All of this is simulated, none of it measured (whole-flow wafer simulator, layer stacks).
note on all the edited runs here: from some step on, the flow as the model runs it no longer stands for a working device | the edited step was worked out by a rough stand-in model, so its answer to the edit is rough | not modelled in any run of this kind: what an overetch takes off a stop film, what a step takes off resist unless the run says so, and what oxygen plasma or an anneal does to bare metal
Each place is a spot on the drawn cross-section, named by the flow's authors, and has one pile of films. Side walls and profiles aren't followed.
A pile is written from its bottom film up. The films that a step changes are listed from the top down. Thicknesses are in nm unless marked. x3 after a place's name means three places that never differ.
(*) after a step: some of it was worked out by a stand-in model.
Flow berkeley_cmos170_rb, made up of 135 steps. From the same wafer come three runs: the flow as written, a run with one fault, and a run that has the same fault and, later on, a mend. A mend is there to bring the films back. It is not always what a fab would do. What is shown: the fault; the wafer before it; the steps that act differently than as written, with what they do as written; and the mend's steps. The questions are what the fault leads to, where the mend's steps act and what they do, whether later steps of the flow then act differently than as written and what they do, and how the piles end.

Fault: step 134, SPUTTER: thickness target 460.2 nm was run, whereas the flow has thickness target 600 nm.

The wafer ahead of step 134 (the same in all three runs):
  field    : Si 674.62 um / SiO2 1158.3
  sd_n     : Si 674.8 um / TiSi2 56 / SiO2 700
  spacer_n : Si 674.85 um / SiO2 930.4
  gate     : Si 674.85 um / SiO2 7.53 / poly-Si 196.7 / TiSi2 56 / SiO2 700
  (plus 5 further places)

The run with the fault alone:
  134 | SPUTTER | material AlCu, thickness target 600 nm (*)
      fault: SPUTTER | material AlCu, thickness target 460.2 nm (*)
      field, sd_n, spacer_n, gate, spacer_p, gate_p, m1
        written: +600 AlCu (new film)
        fault: +460.2 AlCu (new film)
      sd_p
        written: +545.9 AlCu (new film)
        fault: +413.8 AlCu (new film)
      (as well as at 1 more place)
  None of the later steps of the flow acts differently than as written at any place that is followed.
  The piles end different from the flow's at field, sd_n, spacer_n and 6 more by more than 2% or 0.5 nm, whichever is larger.
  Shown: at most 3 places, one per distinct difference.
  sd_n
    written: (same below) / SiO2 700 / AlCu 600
    fault: (same below) / SiO2 700 / AlCu 460.2
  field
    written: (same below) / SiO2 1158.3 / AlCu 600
    fault: (same below) / SiO2 1158.3 / AlCu 460.2
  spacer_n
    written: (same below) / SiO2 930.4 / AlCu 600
    fault: (same below) / SiO2 930.4 / AlCu 460.2

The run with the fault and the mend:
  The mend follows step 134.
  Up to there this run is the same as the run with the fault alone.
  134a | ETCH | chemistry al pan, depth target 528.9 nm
      field, sd_n, spacer_n, gate, spacer_p, gate_p, m1
        -460.2 AlCu (all of it)
      sd_p
        -413.8 AlCu (all of it)
      contact
        -321.7 AlCu (all of it)
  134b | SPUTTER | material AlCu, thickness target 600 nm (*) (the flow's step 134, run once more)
      field, sd_n, spacer_n, gate, spacer_p, gate_p, m1
        +600 AlCu (new film)
      sd_p
        +545.9 AlCu (new film)
      contact
        +415.1 AlCu (new film)
  None of the later steps of the flow acts differently than as written at any place that is followed.
  The piles end the same as the flow's at every place that both follow.
